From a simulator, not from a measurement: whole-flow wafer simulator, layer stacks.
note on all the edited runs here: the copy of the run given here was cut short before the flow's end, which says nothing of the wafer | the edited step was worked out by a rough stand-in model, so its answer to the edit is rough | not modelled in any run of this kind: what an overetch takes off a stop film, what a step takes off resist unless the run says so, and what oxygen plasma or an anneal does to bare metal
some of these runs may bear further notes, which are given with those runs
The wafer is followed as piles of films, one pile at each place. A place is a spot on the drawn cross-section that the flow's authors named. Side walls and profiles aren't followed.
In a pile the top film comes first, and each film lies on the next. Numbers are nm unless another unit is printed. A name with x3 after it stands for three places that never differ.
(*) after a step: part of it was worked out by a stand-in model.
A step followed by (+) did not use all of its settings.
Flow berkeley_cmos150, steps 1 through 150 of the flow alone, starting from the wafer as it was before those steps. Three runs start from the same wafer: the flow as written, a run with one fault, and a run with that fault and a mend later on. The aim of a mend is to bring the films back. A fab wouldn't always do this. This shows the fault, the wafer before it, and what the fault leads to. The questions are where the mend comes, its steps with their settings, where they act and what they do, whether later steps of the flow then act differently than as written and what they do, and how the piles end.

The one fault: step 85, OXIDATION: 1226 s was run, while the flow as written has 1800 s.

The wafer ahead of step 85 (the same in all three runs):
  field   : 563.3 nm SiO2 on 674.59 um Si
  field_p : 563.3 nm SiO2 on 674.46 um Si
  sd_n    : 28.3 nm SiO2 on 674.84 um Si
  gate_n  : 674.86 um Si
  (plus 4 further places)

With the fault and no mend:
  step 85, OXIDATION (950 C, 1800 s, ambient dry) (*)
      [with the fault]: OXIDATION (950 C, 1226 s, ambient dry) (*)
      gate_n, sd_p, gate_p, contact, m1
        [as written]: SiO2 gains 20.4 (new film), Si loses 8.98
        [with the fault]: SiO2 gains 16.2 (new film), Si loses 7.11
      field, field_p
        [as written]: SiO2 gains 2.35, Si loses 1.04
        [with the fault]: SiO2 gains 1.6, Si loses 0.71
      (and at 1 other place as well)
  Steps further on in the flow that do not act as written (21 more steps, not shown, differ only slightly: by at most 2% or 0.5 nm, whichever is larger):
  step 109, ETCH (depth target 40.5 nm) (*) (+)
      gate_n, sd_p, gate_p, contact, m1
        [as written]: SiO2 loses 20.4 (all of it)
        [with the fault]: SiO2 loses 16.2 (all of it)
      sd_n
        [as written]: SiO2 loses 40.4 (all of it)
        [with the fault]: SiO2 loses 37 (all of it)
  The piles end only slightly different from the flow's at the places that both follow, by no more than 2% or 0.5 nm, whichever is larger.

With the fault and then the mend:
  The mend follows step 94.
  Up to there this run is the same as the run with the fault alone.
  step 94a, STRIP (*) (+)
      field_p
        KrF resist loses 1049 (all of it)
      sd_p
        KrF resist loses 1274.5 (all of it)
      gate_p
        KrF resist loses 1249.2 (all of it)
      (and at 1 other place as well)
  step 94b, CLEAN (chemistry SPM, 600 s) (a further turn of the flow's step 77)
      leaves every film unchanged at each place that is followed
  step 94c, OXIDATION (950 C, 489 s, ambient dry) (*) (a further turn of the flow's step 85, with different settings)
      gate_n, sd_p, gate_p, contact, m1
        SiO2 gains 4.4, Si loses 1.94
      field, field_p
        SiO2 gains 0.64, Si loses 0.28
      sd_n
        SiO2 gains 3.1, Si loses 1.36
  step 94d, HMDS (a further turn of the flow's step 88)
      leaves every film unchanged at each place that is followed
  step 94e, COAT (KrF resist, thickness 1100 nm) (*) (a further turn of the flow's step 89)
      field
        KrF resist gains 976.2 (new film)
      field_p
        KrF resist gains 1087.8 (new film)
      sd_n
        KrF resist gains 1243.1 (new film)
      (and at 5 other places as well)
  step 94f, SOFTBAKE (KrF resist) (a further turn of the flow's step 90)
      leaves every film unchanged at each place that is followed
  step 94g, EXPOSE (photomask NWELL INV, NA 0.5, wavelength 248 nm) (*) (a further turn of the flow's step 91)
      leaves every film unchanged at each place that is followed
  step 94h, PEB (KrF resist, 110 C, 90 s) (a further turn of the flow's step 92)
      field
        KrF resist loses 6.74
      field_p
        KrF resist loses 7.53
      sd_n
        KrF resist loses 8.63
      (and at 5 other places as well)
  step 94i, DEVELOP (KrF resist, thickness 1100 nm, developer developer-D-0.26N, 45 s) (a further turn of the flow's step 93)
      field_p, sd_p, gate_p, m1
        KrF resist loses 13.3
      field
        KrF resist loses 969.5 (all of it)
      sd_n
        KrF resist loses 1234.4 (all of it)
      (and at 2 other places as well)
  step 94j, HARDBAKE (120 C, 7200 s) (a further turn of the flow's step 94)
      field_p
        KrF resist loses 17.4
      sd_p
        KrF resist loses 21.4
      gate_p
        KrF resist loses 20.9
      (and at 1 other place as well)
  Every later step of the flow that is run acts as written, at every place that is followed, to within 2% or 0.5 nm, whichever is larger.
  The piles end only slightly different from the flow's at the places that both follow, by no more than 2% or 0.5 nm, whichever is larger.
